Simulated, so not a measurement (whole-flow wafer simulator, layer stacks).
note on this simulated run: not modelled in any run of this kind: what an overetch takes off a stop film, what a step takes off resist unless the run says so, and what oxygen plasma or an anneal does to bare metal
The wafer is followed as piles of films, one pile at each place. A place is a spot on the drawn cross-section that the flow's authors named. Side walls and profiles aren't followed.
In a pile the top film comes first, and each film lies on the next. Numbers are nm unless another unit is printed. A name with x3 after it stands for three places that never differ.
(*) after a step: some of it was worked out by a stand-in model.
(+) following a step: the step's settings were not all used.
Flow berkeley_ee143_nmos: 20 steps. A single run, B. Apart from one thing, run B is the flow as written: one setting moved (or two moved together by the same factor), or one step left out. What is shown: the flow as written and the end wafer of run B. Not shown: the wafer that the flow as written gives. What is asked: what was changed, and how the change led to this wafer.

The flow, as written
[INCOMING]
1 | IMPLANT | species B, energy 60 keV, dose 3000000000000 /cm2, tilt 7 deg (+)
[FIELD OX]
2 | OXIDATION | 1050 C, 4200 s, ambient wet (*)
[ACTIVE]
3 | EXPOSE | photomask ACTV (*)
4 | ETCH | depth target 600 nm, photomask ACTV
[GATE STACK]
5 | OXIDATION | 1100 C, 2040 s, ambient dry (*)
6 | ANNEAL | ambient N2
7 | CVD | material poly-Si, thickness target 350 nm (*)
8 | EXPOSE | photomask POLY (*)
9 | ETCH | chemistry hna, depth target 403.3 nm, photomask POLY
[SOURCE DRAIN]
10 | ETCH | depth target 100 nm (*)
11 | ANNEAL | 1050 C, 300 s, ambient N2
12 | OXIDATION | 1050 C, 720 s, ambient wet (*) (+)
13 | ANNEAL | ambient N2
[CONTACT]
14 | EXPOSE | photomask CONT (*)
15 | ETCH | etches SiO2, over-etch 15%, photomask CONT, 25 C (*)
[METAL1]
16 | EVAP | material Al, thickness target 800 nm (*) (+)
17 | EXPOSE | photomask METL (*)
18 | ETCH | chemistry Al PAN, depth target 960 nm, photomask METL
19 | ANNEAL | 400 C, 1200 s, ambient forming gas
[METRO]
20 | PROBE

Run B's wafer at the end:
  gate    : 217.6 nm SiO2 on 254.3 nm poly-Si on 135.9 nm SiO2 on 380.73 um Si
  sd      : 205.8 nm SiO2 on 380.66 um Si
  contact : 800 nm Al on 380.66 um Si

The reason: step 4, ETCH: depth target 469 nm was run, whereas the flow has depth target 600 nm.

How this came from the change, step by step:
  4 | ETCH | depth target 600 nm, photomask ACTV
      gate, sd, contact: -469 SiO2 (as written it would have been: -566.4 SiO2 (all of it))
  5 | OXIDATION | 1100 C, 2040 s, ambient dry (*)
      gate, sd, contact: +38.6 SiO2, -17 Si (as written it would have been: +79.7 SiO2 (new film), -35.1 Si)
  10 | ETCH | depth target 100 nm (*)
      sd, contact: -100 SiO2 (as written it would have been: -79.7 SiO2 (all of it))
  12 | OXIDATION | 1050 C, 720 s, ambient wet (*) (+)
      sd, contact: +169.9 SiO2, -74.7 Si (as written it would have been: +189.4 SiO2 (new film), -83.4 Si)
  15 | ETCH | etches SiO2, over-etch 15%, photomask CONT, 25 C (*)
      contact: -205.8 SiO2 (all of it) (as written it would have been: -189.4 SiO2 (all of it))
